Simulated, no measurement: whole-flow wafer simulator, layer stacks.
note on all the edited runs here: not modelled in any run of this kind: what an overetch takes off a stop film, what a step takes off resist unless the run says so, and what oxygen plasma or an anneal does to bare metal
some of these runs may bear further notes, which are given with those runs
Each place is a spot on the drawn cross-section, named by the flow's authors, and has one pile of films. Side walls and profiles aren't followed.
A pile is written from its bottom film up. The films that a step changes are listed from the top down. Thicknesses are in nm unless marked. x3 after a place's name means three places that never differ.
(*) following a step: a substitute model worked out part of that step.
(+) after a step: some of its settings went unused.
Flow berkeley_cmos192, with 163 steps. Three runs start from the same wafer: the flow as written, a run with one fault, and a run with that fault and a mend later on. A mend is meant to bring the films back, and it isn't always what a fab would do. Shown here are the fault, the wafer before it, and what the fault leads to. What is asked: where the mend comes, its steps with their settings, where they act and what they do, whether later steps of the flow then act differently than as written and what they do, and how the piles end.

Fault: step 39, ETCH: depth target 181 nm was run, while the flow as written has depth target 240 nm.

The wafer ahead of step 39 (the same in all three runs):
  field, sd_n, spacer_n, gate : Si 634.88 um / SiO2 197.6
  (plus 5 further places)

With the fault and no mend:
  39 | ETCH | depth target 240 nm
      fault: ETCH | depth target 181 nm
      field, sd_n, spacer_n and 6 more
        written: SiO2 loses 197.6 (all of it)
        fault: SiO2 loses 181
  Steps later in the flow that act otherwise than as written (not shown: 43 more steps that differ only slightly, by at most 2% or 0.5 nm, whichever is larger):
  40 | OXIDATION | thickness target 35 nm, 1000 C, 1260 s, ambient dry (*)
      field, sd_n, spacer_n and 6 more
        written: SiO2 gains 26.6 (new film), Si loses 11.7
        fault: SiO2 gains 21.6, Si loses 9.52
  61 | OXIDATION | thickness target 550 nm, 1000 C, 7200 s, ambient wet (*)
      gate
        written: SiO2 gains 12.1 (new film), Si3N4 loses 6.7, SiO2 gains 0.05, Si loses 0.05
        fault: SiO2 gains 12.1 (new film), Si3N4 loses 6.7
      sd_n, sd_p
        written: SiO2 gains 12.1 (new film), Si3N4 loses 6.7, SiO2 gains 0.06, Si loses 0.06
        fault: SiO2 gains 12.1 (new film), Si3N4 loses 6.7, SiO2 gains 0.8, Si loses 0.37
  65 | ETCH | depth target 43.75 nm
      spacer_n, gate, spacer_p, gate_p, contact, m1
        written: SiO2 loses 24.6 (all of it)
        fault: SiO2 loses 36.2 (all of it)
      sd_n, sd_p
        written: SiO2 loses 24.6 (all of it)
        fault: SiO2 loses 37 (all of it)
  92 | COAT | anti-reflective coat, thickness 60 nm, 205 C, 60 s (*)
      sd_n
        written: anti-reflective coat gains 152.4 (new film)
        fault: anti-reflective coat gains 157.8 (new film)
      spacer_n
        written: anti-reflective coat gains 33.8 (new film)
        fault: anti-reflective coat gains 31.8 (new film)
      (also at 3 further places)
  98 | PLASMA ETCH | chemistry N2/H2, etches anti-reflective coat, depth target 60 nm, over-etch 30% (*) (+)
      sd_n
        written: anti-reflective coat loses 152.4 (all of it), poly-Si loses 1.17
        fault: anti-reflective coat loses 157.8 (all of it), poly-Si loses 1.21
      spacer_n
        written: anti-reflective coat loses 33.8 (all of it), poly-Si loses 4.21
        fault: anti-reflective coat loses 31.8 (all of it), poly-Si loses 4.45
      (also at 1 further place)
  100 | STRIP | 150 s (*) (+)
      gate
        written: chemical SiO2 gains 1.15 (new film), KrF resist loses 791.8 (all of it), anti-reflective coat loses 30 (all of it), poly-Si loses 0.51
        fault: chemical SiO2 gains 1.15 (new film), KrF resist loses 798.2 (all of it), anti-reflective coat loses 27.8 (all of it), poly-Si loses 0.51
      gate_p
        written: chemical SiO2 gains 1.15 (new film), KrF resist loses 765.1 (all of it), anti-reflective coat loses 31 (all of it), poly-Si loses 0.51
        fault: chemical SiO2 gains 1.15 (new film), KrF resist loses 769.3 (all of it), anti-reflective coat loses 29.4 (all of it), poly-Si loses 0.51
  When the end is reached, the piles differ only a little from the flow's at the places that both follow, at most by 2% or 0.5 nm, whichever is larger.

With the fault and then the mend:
  The mend stands after step 39.
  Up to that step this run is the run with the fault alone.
  39a | ETCH | depth target 59 nm (a further turn of the flow's step 39, with different settings)
      field, sd_n, spacer_n and 6 more
        SiO2 loses 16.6 (all of it)
  Every later step of the flow that is run acts as written at every place that is followed.
  By the end, the piles equal the flow's at every place that both follow.
